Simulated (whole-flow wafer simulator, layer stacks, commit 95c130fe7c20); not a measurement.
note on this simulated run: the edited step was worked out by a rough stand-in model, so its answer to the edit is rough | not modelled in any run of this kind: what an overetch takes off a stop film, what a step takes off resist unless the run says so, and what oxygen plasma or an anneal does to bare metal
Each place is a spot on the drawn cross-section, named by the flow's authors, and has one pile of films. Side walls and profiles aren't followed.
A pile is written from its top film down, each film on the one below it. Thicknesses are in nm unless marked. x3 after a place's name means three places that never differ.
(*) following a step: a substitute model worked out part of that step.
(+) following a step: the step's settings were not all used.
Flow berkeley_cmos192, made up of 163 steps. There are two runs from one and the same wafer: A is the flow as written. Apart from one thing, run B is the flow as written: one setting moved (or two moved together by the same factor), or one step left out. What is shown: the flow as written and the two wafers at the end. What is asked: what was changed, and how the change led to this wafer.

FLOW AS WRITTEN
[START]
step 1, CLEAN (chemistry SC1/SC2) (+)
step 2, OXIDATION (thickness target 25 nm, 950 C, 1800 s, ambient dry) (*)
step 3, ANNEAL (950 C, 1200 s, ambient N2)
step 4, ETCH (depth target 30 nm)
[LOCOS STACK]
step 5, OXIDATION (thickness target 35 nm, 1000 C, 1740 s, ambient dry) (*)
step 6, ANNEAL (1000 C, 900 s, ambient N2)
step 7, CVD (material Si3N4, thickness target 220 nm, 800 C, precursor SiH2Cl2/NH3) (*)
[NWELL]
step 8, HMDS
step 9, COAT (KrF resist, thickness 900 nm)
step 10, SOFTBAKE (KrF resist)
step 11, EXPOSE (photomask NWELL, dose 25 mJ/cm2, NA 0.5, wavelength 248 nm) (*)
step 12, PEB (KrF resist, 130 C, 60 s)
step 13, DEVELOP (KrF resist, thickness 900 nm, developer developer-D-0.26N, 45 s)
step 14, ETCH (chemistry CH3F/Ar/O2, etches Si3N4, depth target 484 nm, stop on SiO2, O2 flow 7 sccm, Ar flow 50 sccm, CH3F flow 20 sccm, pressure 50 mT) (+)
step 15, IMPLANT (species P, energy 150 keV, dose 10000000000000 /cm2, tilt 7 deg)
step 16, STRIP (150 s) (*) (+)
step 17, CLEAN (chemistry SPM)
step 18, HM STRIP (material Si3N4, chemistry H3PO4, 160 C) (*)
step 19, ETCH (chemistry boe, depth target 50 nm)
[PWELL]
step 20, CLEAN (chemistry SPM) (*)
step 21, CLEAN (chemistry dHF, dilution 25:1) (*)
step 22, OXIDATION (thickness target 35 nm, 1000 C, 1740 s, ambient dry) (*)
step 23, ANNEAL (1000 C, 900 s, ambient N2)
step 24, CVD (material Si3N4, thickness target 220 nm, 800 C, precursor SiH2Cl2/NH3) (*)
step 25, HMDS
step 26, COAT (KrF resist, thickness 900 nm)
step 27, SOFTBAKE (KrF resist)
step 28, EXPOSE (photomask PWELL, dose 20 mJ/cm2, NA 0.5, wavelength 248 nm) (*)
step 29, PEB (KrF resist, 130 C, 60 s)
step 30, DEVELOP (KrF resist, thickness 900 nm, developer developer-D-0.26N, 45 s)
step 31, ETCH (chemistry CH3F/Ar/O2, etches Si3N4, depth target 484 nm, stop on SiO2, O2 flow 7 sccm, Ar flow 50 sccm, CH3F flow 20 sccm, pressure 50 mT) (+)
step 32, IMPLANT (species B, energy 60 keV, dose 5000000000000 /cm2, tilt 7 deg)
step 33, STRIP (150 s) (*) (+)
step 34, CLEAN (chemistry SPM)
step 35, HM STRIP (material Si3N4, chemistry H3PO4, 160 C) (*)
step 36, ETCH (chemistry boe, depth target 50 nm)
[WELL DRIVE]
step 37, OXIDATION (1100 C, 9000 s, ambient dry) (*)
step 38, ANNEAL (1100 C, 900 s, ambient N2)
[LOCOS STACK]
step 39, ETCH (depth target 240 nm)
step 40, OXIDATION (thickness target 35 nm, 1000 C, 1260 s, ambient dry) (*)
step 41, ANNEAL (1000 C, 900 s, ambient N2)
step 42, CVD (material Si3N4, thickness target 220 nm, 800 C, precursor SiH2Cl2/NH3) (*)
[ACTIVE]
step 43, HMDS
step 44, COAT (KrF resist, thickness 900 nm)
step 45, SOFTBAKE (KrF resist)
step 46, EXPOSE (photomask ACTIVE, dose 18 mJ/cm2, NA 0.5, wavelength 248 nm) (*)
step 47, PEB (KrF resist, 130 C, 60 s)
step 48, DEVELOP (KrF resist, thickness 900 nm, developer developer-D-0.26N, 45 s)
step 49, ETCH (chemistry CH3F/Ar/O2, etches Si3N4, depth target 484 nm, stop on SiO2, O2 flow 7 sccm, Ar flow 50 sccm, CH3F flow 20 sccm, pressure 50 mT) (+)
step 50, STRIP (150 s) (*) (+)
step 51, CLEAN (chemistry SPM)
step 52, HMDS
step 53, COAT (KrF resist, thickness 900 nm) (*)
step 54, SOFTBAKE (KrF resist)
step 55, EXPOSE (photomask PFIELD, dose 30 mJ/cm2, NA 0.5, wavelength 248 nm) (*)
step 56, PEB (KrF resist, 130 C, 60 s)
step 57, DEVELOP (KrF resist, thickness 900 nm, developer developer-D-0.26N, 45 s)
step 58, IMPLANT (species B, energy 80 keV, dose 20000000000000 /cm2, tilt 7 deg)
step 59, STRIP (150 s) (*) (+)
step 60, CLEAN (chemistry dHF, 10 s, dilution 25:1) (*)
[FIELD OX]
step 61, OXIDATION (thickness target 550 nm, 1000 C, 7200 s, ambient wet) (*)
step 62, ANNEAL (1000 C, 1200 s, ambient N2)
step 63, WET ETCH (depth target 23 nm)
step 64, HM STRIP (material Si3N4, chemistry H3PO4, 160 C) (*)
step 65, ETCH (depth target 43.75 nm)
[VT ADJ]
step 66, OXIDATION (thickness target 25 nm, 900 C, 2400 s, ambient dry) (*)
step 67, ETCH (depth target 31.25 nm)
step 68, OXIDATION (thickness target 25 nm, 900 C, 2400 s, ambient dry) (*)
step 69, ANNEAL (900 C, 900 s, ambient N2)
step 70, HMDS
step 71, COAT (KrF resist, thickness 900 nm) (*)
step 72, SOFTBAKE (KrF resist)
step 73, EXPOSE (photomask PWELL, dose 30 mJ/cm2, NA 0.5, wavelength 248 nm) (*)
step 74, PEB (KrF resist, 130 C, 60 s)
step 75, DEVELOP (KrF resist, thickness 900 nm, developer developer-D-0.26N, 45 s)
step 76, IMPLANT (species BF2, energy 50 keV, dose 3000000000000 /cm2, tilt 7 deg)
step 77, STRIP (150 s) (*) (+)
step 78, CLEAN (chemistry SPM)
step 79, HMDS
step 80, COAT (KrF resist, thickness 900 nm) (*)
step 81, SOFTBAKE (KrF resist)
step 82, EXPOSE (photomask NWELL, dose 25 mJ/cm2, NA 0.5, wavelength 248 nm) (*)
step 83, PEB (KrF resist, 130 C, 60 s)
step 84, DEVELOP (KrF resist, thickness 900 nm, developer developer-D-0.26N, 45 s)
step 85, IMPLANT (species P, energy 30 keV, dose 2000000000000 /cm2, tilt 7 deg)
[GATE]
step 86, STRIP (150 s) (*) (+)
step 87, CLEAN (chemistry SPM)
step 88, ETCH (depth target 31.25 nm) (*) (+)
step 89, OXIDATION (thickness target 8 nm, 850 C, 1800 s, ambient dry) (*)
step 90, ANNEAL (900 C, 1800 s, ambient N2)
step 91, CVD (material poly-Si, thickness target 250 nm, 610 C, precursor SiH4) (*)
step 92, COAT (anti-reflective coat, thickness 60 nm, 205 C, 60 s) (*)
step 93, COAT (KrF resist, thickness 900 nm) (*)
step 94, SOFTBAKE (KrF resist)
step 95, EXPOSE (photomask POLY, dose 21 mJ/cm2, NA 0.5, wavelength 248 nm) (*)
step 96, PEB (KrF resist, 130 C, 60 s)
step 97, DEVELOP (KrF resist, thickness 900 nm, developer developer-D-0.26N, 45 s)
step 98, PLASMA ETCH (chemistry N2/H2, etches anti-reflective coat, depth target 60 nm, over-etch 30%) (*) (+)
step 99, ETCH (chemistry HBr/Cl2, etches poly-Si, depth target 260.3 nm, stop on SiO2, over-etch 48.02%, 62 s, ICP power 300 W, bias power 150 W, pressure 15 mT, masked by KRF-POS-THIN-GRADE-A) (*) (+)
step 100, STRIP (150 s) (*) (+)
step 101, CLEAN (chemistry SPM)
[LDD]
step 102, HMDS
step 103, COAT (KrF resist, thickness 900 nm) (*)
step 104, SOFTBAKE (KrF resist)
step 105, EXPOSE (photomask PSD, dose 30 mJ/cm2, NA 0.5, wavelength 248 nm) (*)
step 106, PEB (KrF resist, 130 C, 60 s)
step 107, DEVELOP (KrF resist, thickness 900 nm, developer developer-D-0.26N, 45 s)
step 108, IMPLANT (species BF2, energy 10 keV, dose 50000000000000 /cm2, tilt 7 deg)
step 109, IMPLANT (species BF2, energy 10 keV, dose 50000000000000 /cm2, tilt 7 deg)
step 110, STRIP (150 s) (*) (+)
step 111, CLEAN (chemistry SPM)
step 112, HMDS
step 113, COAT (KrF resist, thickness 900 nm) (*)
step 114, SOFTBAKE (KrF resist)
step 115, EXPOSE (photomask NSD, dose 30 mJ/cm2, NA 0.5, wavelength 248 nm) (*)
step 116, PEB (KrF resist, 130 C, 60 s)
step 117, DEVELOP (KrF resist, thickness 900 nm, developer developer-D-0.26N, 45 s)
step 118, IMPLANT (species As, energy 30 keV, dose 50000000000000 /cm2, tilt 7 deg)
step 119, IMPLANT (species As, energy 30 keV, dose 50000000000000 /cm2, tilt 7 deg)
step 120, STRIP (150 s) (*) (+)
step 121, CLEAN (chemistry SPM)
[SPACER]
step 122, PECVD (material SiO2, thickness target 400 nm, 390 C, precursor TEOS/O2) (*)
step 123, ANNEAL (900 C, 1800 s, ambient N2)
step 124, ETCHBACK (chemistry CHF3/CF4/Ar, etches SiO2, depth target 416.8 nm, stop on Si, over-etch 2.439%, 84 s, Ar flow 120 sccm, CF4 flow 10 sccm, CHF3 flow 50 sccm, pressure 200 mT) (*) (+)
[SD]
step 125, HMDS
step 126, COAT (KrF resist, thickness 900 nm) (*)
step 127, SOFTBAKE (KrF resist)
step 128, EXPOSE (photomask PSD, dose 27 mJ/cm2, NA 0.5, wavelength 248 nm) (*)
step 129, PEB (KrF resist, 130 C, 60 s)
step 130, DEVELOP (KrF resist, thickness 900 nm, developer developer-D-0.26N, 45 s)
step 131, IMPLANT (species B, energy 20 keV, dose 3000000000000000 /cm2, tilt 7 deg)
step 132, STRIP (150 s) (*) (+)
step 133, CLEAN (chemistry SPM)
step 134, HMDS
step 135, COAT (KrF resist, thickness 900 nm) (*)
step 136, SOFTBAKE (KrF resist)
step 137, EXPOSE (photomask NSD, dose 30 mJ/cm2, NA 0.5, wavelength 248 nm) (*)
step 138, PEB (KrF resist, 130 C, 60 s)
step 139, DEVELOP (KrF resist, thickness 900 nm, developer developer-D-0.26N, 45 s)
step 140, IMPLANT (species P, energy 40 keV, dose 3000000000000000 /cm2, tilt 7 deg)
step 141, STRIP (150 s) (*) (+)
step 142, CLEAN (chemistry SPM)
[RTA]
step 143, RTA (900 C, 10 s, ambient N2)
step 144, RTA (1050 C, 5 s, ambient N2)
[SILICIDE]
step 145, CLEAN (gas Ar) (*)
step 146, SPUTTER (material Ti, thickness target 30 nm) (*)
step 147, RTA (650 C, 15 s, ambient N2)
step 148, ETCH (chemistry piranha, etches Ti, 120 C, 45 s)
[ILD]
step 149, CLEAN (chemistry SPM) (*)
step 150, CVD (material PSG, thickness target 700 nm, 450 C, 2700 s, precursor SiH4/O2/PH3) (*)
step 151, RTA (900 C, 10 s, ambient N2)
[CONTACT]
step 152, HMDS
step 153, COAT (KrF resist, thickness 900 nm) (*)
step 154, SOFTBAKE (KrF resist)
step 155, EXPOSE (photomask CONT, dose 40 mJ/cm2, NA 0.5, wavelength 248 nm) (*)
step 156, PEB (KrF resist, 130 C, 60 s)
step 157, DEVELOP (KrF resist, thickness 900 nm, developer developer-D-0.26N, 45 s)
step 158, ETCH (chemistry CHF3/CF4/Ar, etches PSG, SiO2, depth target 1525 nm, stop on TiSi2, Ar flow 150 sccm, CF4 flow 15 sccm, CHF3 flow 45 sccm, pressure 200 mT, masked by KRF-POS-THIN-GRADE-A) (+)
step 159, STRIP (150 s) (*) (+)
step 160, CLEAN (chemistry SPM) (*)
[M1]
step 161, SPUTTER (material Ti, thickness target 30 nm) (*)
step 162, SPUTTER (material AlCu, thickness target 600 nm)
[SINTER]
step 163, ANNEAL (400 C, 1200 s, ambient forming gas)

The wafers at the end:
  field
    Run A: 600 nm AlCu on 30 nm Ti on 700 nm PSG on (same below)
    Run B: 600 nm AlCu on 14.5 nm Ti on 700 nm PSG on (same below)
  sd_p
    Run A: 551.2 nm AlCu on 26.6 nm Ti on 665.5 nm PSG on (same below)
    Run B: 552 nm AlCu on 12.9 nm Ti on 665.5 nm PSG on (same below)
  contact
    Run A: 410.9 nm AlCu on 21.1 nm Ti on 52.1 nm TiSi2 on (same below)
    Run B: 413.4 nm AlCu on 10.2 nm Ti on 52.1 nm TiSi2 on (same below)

What caused this: step 161, SPUTTER: thickness target 14.49 nm was run, though the flow has thickness target 30 nm.
The wafer lets one read it off: field has Ti 14.5, and step 161 as written asks for 30 nm.

How this came from the change, step by step:
  step 161, SPUTTER (material Ti, thickness target 30 nm) (*)
      field, sd_n, spacer_n, gate, spacer_p, gate_p, m1: A +30 Ti (new film) | B +14.5 Ti (new film)
      sd_p: A +26.6 Ti (new film) | B +12.9 Ti (new film)
      (also at 1 further place)
